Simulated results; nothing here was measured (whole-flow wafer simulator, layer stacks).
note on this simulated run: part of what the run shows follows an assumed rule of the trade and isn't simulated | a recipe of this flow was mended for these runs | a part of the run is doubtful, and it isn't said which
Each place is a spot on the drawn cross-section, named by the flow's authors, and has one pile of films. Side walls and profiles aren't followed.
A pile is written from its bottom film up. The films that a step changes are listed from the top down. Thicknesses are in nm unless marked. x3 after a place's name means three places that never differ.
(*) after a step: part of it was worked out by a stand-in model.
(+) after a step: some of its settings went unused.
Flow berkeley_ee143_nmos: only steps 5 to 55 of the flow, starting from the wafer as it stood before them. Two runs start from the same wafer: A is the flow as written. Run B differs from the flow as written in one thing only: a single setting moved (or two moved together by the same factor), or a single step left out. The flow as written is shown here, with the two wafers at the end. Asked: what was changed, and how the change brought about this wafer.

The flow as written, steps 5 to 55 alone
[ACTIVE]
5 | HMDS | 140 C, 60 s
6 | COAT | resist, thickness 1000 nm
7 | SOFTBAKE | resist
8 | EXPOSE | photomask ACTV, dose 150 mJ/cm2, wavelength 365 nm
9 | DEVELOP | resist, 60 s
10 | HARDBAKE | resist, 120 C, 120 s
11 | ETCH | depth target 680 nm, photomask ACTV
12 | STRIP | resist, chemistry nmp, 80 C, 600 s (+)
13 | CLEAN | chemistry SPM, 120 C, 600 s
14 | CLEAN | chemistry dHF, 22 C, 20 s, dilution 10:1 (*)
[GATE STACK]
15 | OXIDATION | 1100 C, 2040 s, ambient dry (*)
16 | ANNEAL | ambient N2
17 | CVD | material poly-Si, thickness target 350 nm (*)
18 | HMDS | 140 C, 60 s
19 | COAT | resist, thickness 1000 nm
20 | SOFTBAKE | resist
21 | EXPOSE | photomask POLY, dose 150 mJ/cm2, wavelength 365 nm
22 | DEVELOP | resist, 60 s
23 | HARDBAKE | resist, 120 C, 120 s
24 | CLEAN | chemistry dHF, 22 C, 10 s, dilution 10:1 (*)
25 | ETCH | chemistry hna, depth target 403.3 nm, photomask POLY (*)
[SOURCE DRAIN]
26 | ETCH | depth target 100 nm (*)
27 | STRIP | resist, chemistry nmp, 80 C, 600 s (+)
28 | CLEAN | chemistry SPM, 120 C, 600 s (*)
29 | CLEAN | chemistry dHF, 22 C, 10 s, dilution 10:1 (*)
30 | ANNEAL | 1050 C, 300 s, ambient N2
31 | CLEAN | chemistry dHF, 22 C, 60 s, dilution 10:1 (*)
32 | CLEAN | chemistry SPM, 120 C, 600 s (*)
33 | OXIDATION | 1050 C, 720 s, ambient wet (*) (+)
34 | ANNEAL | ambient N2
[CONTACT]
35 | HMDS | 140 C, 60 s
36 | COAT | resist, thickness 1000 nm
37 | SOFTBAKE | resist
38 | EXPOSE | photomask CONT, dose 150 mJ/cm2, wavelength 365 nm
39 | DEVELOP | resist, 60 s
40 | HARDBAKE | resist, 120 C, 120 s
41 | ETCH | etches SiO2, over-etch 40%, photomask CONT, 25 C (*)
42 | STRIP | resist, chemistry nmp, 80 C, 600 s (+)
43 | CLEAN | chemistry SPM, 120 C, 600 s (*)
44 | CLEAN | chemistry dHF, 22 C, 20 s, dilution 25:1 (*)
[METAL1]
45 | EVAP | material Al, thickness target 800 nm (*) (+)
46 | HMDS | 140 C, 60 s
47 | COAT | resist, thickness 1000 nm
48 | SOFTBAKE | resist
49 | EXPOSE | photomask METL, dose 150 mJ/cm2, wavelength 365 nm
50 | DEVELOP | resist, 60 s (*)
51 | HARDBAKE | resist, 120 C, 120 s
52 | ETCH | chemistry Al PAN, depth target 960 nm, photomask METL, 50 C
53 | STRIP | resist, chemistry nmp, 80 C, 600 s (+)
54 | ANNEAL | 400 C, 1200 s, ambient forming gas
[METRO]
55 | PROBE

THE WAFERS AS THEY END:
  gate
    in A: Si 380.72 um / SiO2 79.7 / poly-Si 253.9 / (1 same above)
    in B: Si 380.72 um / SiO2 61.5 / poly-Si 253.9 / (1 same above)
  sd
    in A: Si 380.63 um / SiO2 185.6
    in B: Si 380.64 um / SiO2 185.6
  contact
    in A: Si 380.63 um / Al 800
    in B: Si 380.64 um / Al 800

What caused this: step 15, OXIDATION: 1320 s was run, though the flow has 2040 s.

The path from the change to this, step by step:
  15 | OXIDATION | 1100 C, 2040 s, ambient dry (*)
      gate, sd, contact: A +79.7 SiO2 (new film), -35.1 Si | B +61.5 SiO2 (new film), -27.1 Si
      field: A +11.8 SiO2, -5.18 Si | B +7.65 SiO2, -3.37 Si
  26 | ETCH | depth target 100 nm (*)
      sd, contact: A -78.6 SiO2 (all of it) | B -60.4 SiO2 (all of it)
